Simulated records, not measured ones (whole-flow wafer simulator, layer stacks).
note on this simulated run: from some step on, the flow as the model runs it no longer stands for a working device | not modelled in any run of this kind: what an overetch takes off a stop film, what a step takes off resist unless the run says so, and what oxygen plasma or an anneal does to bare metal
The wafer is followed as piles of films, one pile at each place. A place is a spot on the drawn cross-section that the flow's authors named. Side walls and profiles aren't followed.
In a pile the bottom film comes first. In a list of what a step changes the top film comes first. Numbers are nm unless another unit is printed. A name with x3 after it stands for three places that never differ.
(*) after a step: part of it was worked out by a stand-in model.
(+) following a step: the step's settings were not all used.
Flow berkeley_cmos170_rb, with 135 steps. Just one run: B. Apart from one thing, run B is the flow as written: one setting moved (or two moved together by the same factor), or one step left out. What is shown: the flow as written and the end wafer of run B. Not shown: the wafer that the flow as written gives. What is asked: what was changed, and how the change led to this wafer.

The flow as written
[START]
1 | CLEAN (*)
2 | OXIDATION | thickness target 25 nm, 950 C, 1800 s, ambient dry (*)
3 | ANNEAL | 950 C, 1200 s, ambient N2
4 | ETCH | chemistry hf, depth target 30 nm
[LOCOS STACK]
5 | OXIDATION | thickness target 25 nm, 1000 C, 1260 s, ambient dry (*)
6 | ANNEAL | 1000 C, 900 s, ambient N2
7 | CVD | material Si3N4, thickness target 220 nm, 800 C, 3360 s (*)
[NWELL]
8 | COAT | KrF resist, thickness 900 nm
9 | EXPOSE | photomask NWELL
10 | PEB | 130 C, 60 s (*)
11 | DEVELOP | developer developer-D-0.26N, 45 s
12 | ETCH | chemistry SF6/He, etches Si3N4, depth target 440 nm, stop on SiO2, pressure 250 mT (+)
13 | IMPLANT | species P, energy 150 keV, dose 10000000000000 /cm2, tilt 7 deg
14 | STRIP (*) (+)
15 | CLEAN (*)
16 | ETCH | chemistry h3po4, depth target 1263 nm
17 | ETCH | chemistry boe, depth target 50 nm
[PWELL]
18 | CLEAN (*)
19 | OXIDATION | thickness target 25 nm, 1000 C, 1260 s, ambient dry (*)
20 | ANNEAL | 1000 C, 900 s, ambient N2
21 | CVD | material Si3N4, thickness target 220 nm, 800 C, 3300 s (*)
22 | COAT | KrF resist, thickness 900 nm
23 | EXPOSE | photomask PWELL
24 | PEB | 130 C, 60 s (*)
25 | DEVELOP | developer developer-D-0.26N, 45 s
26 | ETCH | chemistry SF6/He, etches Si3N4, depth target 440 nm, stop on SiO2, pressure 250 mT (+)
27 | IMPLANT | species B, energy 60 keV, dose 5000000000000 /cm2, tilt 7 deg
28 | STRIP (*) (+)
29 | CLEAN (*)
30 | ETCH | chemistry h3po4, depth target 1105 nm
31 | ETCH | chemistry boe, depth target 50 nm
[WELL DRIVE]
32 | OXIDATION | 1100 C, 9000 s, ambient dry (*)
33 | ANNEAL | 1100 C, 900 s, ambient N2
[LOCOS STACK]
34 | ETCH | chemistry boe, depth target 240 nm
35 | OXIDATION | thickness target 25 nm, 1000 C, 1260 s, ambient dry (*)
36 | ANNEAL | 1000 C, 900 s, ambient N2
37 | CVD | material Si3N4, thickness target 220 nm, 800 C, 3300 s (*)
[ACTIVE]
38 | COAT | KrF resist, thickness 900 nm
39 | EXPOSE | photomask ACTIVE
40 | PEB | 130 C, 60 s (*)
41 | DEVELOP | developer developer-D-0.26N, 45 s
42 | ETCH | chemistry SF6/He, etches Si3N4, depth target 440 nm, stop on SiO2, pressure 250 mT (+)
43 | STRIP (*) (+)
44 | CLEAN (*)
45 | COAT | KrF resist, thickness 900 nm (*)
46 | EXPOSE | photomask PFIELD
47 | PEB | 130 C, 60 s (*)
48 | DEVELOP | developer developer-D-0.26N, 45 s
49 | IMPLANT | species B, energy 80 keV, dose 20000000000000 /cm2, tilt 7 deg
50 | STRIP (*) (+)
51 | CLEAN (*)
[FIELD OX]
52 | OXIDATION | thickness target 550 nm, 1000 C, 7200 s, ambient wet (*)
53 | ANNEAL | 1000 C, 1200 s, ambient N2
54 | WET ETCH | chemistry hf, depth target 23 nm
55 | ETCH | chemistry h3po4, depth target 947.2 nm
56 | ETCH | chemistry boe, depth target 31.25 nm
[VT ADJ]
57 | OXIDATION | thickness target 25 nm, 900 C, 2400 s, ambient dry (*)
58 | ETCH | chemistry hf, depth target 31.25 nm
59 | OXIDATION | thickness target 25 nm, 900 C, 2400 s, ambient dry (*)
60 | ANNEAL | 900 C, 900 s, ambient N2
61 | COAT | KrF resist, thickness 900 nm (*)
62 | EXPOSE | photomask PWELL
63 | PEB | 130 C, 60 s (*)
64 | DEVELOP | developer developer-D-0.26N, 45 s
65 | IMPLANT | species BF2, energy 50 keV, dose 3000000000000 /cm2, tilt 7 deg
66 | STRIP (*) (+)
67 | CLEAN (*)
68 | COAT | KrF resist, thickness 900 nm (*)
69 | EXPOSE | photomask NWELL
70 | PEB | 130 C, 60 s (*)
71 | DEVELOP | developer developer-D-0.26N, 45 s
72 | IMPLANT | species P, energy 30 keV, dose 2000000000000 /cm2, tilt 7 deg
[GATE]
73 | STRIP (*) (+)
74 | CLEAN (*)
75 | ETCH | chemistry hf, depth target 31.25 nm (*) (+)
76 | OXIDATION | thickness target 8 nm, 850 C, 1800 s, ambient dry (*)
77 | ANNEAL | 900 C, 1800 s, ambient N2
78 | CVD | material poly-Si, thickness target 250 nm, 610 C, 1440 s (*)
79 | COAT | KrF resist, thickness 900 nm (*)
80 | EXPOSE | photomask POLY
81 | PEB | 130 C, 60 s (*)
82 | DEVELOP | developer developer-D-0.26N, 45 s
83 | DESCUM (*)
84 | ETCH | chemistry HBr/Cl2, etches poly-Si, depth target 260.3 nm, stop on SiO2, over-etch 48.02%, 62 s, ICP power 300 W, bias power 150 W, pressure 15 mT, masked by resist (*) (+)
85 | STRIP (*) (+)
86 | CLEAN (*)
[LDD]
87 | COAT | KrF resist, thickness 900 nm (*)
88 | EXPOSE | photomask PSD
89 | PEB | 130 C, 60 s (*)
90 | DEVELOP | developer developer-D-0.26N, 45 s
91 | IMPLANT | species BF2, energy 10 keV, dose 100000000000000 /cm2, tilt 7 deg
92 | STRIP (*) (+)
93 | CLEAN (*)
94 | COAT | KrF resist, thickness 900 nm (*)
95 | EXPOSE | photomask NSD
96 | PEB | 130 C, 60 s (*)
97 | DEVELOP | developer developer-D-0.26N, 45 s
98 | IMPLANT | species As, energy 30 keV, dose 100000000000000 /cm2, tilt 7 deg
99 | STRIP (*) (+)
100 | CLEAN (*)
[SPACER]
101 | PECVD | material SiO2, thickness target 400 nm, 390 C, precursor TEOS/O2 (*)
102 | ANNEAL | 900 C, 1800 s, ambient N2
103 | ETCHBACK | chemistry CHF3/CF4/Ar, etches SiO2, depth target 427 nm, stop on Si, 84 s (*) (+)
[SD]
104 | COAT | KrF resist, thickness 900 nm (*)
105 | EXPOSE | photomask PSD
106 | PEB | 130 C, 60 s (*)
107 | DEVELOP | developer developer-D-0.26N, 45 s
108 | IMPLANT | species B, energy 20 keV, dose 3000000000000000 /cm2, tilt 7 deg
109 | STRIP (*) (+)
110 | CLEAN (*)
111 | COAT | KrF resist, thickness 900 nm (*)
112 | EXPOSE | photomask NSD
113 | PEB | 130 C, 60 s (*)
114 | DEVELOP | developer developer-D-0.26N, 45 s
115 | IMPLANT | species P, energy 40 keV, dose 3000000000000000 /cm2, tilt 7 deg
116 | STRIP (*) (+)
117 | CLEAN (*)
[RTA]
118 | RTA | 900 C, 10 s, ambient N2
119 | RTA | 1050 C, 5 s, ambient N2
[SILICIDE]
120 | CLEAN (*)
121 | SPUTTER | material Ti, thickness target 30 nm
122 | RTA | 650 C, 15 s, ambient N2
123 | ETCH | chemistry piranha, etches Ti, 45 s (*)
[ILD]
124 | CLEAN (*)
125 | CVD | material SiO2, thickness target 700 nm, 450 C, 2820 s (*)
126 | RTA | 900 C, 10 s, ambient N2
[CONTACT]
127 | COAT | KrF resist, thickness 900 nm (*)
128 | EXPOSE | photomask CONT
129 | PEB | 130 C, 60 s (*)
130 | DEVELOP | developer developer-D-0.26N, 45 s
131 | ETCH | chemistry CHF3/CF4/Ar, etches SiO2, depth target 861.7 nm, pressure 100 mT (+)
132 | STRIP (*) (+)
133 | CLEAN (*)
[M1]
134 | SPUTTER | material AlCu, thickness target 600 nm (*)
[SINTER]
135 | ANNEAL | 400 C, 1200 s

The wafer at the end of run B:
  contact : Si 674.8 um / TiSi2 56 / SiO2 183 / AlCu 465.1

The reason: step 131, ETCH: depth target 517 nm was run, whereas the flow has depth target 861.7 nm.

How this came from the change, step by step:
  131 | ETCH | chemistry CHF3/CF4/Ar, etches SiO2, depth target 861.7 nm, pressure 100 mT (+)
      contact: SiO2 loses 517 (in the flow as written it would be: SiO2 loses 700 (all of it), TiSi2 loses 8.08)
      field, sd_n, spacer_n, gate, sd_p, spacer_p, gate_p, m1: KrF resist loses 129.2 (in the flow as written it would be: KrF resist loses 215.4)
  132 | STRIP (*) (+)
      field: KrF resist loses 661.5 (all of it) (in the flow as written it would be: KrF resist loses 575.3 (all of it))
      sd_n: KrF resist loses 866.6 (all of it) (in the flow as written it would be: KrF resist loses 780.4 (all of it))
      (and at 6 other places as well)
  134 | SPUTTER | material AlCu, thickness target 600 nm (*)
      contact: AlCu gains 465.1 (new film) (in the flow as written it would be: AlCu gains 415.1 (new film))
